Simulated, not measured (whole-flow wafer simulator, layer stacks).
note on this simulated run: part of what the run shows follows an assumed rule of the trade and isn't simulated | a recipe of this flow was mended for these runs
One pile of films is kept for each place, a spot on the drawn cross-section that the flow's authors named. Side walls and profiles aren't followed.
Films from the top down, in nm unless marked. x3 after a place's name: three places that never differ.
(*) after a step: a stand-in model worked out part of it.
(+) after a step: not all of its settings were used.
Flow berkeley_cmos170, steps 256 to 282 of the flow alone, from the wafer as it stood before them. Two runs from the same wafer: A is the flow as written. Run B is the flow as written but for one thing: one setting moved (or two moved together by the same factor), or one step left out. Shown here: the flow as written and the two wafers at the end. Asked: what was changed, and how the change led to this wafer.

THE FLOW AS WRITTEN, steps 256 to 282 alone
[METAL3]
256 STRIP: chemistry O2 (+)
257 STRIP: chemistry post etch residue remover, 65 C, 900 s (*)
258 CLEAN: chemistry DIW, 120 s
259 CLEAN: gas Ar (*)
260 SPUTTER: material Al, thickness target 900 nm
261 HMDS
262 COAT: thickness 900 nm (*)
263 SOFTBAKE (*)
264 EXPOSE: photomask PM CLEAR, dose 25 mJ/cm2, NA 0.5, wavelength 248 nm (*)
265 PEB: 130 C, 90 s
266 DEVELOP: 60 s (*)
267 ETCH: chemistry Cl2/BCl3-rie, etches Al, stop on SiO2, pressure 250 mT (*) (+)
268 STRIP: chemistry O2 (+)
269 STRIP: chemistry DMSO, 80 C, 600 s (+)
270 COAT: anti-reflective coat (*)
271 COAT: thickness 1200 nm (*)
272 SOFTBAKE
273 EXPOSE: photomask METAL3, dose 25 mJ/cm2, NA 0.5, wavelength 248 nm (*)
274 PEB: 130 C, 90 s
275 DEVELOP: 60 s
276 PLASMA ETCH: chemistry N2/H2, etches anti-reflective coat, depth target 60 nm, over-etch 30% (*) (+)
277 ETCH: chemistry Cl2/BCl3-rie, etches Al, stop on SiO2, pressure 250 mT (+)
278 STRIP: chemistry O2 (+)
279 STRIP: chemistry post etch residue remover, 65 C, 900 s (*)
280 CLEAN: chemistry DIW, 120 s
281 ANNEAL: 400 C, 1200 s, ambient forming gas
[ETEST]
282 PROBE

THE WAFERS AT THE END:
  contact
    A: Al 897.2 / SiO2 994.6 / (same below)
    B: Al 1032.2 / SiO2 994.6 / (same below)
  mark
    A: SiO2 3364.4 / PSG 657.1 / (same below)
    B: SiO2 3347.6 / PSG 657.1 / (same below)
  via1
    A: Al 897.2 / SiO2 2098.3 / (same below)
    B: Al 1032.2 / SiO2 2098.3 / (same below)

The cause: step 260, SPUTTER: thickness target 1035 nm was run, where the flow has thickness target 900 nm.

How the change led to this, step by step:
  260 SPUTTER: material Al, thickness target 900 nm
      field, mark, sd_n and 9 more: A Al +900 (new film) | B Al +1035 (new film)
      via2: A Al +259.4 | B Al +277.6
  262 COAT: thickness 900 nm (*)
      via2: A KrF-resist +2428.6 (new film) | B KrF-resist +2539.7 (new film)
  265 PEB: 130 C, 90 s
      via2: A KrF-resist -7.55 | B KrF-resist -8.4
  267 ETCH: chemistry Cl2/BCl3-rie, etches Al, stop on SiO2, pressure 250 mT (*) (+)
      field, sd_n, spacer_n and 9 more: A KrF-resist -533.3 | B KrF-resist -600.8
      mark: A Al -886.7 (all of it), SiO2 -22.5 | B Al -1021.7 (all of it), SiO2 -22.5
  268 STRIP: chemistry O2 (+)
      field, spacer_n, gate_n: A KrF-resist -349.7 (all of it) | B KrF-resist -282.2 (all of it)
      sd_n: A KrF-resist -349 (all of it) | B KrF-resist -281.5 (all of it)
      (and at 8 more places)
  270 COAT: anti-reflective coat (*)
      via2: A anti-reflective coat +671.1 (new film) | B anti-reflective coat +726.9 (new film)
  271 COAT: thickness 1200 nm (*)
      m2: A KrF-resist +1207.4 (new film) | B KrF-resist +1177.2 (new film)
  277 ETCH: chemistry Cl2/BCl3-rie, etches Al, stop on SiO2, pressure 250 mT (+)
      field, sd_n, spacer_n, gate_n, sd_p, spacer_p, gate_p: A Al -900 (all of it), SiO2 -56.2 | B Al -1035 (all of it), SiO2 -56.2
      contact, m1, via1, m2, via2: A KrF-resist -675 | B KrF-resist -742.5
      (and at 1 more place)
  278 STRIP: chemistry O2 (+)
      contact: A KrF-resist -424 (all of it), anti-reflective coat -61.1 (all of it) | B KrF-resist -355.4 (all of it), anti-reflective coat -61 (all of it)
      m1: A KrF-resist -423.6 (all of it), anti-reflective coat -40.9 (all of it) | B KrF-resist -334.5 (all of it), anti-reflective coat -41.2 (all of it)
      (and at 3 more places)
